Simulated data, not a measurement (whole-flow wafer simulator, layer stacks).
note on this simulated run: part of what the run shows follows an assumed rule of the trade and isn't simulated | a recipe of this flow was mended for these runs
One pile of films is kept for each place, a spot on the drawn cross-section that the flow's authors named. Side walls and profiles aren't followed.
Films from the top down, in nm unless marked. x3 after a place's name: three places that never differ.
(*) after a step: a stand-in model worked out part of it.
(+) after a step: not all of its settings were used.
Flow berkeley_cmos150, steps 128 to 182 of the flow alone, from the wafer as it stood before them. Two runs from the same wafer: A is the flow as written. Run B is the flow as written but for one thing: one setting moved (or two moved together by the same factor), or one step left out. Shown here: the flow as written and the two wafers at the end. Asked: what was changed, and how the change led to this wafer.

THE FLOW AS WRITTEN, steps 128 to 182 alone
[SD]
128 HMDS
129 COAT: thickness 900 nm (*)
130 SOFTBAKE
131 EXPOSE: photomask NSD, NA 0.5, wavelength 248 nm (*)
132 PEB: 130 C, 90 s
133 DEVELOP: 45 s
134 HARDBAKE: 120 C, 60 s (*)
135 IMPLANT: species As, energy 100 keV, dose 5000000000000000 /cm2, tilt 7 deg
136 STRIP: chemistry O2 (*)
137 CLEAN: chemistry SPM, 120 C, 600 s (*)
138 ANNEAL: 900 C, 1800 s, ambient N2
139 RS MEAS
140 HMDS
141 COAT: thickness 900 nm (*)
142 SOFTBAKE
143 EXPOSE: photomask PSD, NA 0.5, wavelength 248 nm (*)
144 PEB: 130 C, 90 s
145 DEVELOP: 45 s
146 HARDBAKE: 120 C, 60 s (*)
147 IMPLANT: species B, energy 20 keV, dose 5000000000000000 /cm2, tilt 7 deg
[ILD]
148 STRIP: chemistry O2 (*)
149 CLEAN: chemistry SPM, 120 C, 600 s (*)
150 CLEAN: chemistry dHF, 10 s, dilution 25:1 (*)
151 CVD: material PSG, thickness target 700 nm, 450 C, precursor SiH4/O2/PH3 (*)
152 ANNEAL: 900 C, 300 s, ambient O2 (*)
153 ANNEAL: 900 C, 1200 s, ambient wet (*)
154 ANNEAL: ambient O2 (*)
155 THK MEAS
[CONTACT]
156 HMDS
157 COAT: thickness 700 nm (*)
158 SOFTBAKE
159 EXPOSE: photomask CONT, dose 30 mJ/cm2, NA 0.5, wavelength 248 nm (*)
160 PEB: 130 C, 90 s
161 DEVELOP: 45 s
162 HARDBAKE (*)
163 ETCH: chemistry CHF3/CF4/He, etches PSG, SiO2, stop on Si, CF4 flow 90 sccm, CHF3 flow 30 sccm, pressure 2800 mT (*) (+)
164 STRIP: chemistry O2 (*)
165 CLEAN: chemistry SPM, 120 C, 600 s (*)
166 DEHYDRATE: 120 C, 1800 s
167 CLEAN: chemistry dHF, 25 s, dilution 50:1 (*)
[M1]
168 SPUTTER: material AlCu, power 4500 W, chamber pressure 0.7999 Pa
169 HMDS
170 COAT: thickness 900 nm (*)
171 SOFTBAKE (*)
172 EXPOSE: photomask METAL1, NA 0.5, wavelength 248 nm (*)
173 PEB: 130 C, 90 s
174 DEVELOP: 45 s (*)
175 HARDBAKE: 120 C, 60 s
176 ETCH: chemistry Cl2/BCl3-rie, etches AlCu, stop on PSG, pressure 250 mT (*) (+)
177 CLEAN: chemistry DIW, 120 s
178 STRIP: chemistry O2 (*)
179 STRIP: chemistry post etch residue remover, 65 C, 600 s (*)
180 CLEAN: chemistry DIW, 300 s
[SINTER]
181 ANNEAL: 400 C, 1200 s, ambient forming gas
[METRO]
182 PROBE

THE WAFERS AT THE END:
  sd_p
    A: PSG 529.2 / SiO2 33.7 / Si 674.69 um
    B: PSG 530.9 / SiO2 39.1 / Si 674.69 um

The cause: step 147, IMPLANT: species B, energy 20 keV, dose 5000000000000000 /cm2, tilt 7 deg, was left out.

How the change led to this, step by step:
  150 CLEAN: chemistry dHF, 10 s, dilution 25:1 (*)
      sd_p: A SiO2 -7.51 | B SiO2 -1.91
